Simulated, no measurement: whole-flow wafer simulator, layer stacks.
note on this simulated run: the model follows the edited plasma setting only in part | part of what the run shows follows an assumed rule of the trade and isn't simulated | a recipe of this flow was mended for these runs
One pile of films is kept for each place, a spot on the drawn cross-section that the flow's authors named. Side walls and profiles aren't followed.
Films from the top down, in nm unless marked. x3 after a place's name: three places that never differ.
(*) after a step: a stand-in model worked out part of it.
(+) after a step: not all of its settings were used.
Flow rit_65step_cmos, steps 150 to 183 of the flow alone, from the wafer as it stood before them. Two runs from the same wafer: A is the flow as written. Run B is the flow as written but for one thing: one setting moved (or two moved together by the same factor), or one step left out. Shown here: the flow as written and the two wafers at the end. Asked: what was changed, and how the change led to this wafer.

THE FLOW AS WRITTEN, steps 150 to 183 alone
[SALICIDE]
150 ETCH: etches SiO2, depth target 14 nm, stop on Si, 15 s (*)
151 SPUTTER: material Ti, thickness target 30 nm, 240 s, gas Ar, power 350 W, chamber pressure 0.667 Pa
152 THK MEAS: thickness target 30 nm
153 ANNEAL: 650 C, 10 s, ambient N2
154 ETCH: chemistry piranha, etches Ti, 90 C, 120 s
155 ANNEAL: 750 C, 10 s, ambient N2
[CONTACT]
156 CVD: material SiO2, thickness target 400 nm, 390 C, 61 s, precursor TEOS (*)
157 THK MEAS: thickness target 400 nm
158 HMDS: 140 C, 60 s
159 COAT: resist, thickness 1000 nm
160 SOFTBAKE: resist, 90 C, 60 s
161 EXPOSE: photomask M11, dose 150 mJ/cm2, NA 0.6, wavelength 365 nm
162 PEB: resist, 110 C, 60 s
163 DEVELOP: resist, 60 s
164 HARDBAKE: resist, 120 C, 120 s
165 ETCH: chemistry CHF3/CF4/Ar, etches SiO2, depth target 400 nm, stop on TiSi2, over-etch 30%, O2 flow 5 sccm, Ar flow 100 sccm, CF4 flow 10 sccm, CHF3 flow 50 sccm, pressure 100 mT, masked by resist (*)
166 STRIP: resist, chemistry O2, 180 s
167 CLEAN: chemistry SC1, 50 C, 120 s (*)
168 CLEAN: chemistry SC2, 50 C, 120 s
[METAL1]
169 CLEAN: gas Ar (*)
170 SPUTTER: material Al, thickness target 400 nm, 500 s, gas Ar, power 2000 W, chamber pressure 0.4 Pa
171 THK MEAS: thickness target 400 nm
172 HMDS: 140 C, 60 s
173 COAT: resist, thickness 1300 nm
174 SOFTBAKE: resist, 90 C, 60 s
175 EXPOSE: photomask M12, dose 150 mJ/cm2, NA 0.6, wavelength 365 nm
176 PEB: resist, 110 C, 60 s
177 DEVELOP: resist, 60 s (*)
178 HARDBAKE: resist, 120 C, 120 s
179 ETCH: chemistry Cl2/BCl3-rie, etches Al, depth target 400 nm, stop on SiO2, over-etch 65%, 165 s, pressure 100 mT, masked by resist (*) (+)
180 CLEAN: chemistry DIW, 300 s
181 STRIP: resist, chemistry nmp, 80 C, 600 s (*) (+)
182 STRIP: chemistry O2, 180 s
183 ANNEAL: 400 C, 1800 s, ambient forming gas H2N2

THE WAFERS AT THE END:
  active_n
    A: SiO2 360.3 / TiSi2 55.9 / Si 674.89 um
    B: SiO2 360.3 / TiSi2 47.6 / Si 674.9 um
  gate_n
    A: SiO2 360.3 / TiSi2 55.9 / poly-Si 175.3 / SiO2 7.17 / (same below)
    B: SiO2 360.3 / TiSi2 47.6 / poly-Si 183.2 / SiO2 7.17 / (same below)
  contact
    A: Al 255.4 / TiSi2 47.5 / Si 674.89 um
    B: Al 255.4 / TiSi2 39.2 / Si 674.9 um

The cause: step 151, SPUTTER: power 298 W was run, where the flow has power 350 W.

How the change led to this, step by step:
  151 SPUTTER: material Ti, thickness target 30 nm, 240 s, gas Ar, power 350 W, chamber pressure 0.667 Pa
      field, field_pw, field_nw and 11 more: A Ti +30 (new film) | B Ti +25.5 (new film)
  153 ANNEAL: 650 C, 10 s, ambient N2
      active_n, active_p, sd_n, sd_p, contact, m1: A Ti -23.4, TiSi first +15 (new film), TiSi2 C49 +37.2 (new film), Si -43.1 | B Ti -19.9, TiSi first +5.7 (new film), TiSi2 C49 +42.2 (new film), Si -41.4
      gate_n, gate_p: A Ti -23.4, TiSi first +15 (new film), TiSi2 C49 +37.2 (new film), poly-Si -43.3 | B Ti -19.9, TiSi first +5.7 (new film), TiSi2 C49 +42.2 (new film), poly-Si -41.6
  154 ETCH: chemistry piranha, etches Ti, 90 C, 120 s
      active_n, active_p, gate_n, gate_p, sd_n, sd_p, contact, m1: A Ti -6.6 (all of it), TiSi first -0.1 | B Ti -5.62 (all of it), TiSi first -0.1
      field, field_pw, field_nw, field_p, spacer, spacer_p: A Ti -30 (all of it) | B Ti -25.5 (all of it)
  155 ANNEAL: 750 C, 10 s, ambient N2
      active_n, active_p, sd_n, sd_p, contact, m1: A TiSi2 +55.9 (new film), TiSi first -14.9 (all of it), TiSi2 C49 -37.2 (all of it), Si -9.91 | B TiSi2 +47.6 (new film), TiSi first -5.59 (all of it), TiSi2 C49 -42.2 (all of it), Si -3.72
      gate_n, gate_p: A TiSi2 +55.9 (new film), TiSi first -14.9 (all of it), TiSi2 C49 -37.2 (all of it), poly-Si -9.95 | B TiSi2 +47.6 (new film), TiSi first -5.59 (all of it), TiSi2 C49 -42.2 (all of it), poly-Si -3.73
